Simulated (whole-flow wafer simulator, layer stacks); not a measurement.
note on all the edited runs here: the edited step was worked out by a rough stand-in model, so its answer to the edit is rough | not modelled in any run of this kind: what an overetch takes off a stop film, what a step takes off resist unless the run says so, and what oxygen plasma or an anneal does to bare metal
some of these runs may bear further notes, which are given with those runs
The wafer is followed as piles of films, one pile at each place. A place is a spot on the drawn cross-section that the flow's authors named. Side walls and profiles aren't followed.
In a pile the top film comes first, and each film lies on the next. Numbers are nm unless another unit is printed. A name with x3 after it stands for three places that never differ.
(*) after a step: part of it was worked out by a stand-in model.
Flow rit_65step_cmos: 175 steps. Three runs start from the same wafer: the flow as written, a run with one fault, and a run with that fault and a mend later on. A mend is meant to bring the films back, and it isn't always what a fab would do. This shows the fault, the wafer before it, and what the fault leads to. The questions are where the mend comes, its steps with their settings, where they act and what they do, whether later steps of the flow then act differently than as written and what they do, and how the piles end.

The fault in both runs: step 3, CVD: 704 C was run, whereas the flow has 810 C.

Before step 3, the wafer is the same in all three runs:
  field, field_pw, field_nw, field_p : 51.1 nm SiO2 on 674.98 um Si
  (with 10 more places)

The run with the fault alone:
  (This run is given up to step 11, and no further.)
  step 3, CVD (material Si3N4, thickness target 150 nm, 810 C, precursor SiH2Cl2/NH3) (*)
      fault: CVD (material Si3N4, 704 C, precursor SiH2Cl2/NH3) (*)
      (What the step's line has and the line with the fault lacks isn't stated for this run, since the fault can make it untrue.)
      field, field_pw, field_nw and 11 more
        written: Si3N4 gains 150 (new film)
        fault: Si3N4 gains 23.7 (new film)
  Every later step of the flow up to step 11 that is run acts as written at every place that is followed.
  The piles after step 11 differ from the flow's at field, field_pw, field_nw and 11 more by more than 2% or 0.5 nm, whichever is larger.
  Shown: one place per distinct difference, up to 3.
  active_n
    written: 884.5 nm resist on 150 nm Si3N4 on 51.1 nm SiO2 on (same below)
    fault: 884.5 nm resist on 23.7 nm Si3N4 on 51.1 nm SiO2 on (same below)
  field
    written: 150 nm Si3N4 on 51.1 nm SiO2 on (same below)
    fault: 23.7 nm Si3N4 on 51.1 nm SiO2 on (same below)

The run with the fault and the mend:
  After step 11 comes the mend.
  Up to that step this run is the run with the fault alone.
  step 11a, STRIP (resist, chemistry O2, 180 s) (*)
      active_n, active_p, gate_n and 7 more
        resist loses 884.5 (all of it)
  step 11b, CLEAN (chemistry SC2, 75 C, 600 s)
      does not change any film at any place that is followed
  step 11c, CVD (material Si3N4, thickness target 126 nm, 810 C, precursor SiH2Cl2/NH3) (*) (the flow's step 3 again, with other settings)
      field, field_pw, field_nw and 11 more
        Si3N4 gains 126
  step 11d, HMDS (140 C, 60 s) (the flow's step 5 again)
      does not change any film at any place that is followed
  step 11e, COAT (resist, thickness 1000 nm) (the flow's step 6 again)
      field, field_pw, field_nw and 11 more
        resist gains 1000 (new film)
  step 11f, SOFTBAKE (resist, 90 C, 60 s) (the flow's step 7 again)
      does not change any film at any place that is followed
  step 11g, EXPOSE (photomask M1, dose 225 mJ/cm2, NA 0.6, wavelength 365 nm) (the flow's step 8 again)
      does not change any film at any place that is followed
  step 11h, PEB (resist, 110 C, 60 s) (the flow's step 9 again)
      field, field_pw, field_nw and 11 more
        resist loses 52
  step 11i, DEVELOP (resist, thickness 1000 nm, 50 s) (the flow's step 10 again)
      field, field_pw, field_nw, field_p
        resist loses 948 (all of it)
  step 11j, HARDBAKE (resist, 140 C, 60 s) (the flow's step 11 again)
      active_n, active_p, gate_n and 7 more
        resist loses 63.5
  Every later step of the flow that is run acts as written, at every place that is followed, to within 2% or 0.5 nm, whichever is larger.
  At every place that both follow, the piles at the end match the flow's.
